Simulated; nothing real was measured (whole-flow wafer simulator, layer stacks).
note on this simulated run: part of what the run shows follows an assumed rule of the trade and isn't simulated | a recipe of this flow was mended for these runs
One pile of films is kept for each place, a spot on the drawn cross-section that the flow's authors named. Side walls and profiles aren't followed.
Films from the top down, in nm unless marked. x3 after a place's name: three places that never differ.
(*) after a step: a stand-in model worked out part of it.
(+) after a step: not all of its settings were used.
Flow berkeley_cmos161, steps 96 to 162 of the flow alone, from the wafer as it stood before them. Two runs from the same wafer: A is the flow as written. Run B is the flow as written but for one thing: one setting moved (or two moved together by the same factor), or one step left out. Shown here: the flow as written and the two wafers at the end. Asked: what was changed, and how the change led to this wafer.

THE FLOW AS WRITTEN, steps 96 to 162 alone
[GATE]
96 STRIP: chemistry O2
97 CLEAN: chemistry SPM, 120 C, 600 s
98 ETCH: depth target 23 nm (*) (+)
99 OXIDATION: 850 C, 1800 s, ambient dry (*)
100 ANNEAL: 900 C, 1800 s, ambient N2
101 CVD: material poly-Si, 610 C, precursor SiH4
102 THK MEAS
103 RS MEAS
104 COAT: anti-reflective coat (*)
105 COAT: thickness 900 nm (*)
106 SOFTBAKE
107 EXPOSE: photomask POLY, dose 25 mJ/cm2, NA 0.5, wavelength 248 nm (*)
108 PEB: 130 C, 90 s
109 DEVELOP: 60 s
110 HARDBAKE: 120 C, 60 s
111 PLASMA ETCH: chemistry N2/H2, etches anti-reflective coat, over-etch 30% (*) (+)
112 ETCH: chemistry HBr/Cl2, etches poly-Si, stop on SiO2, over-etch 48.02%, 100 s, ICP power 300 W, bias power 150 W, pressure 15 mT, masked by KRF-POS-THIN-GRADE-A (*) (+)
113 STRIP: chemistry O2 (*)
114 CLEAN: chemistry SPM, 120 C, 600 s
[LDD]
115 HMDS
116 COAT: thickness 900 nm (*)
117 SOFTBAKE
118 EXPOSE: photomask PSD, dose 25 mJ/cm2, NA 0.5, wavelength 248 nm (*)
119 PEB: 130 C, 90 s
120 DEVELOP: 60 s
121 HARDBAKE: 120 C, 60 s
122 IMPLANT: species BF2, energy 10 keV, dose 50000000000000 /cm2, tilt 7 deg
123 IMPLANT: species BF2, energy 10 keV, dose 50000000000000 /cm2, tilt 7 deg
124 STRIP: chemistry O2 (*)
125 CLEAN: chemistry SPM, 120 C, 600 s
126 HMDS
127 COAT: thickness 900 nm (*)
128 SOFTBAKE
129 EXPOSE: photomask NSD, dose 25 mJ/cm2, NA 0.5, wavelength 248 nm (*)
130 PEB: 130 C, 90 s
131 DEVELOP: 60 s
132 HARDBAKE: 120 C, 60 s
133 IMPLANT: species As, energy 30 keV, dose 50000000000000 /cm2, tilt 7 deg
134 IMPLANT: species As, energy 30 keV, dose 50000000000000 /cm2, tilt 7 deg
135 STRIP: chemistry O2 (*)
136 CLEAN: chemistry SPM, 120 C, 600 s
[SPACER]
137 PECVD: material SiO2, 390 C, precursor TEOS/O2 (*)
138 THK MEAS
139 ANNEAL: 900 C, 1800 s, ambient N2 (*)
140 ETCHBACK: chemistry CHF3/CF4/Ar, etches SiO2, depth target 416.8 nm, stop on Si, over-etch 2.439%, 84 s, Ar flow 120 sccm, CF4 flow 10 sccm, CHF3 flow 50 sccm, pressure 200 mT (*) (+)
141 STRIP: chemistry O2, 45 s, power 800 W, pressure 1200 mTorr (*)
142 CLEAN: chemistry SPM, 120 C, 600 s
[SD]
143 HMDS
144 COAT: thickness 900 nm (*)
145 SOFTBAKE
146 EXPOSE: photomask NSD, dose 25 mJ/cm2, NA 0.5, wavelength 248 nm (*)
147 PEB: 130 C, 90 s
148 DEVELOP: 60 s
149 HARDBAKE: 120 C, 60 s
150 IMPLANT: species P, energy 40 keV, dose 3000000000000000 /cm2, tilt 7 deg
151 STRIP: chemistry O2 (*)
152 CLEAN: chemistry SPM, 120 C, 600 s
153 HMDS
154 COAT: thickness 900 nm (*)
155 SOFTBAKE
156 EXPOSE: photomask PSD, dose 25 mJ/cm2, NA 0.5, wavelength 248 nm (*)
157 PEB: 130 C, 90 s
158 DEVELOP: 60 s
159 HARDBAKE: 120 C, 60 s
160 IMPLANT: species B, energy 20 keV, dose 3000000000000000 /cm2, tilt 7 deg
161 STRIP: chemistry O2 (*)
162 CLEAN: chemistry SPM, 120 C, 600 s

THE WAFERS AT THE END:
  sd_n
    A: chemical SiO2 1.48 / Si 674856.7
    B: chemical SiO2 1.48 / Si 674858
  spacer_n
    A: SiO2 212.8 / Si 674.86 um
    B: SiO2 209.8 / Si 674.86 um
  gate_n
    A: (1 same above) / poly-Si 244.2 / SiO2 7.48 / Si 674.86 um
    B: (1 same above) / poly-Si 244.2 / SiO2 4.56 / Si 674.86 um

The cause: step 99, OXIDATION: 720 s was run, where the flow has 1800 s.

How the change led to this, step by step:
  99 OXIDATION: 850 C, 1800 s, ambient dry (*)
      sd_n, spacer_n, gate_n, sd_p, spacer_p, gate_p, contact, m1: A SiO2 +7.48 (new film), Si -3.29 | B SiO2 +4.56 (new film), Si -2.01
